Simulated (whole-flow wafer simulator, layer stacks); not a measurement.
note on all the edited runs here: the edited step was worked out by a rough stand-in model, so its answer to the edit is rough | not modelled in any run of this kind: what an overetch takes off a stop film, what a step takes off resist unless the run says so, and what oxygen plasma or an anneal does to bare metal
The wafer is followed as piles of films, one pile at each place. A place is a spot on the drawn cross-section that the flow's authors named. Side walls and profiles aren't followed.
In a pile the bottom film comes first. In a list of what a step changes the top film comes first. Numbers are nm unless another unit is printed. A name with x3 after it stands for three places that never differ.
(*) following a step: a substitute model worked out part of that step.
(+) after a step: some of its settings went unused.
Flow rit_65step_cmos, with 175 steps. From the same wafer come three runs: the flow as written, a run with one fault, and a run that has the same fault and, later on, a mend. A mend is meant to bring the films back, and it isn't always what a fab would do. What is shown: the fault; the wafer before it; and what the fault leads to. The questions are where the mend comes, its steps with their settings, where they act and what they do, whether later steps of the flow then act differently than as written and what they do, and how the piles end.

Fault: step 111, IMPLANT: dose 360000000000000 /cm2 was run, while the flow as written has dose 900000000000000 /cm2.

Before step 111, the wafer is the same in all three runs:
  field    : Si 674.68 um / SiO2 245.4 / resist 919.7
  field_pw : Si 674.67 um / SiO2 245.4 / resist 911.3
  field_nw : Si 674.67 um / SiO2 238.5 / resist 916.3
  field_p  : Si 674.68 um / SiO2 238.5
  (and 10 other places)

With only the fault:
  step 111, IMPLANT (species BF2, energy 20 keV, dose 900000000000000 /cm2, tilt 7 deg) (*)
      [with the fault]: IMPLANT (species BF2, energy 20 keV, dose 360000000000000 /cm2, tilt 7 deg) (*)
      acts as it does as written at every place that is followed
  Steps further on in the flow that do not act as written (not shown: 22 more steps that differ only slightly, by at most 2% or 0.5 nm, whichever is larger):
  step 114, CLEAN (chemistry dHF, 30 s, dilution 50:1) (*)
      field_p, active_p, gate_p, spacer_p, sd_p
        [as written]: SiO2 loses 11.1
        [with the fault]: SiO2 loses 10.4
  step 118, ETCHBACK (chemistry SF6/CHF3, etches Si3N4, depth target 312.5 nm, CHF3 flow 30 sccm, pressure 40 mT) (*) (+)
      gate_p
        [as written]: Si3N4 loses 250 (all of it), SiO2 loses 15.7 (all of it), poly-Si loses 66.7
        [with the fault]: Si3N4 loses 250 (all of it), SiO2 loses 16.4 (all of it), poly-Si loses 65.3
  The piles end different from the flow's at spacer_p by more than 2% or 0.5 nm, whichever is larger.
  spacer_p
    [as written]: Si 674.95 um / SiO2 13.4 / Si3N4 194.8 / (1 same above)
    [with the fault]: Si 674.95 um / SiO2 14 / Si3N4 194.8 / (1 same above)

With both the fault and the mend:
  After step 111 comes the mend.
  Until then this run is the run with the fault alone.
  step 111a, IMPLANT (species BF2, energy 20 keV, dose 540000000000000 /cm2, tilt 7 deg) (*) (the flow's step 111 again, with other settings)
      leaves every film unchanged at each place that is followed
  None of the later steps of the flow acts differently than as written at any place that is followed.
  At every place that both follow, the piles at the end match the flow's.
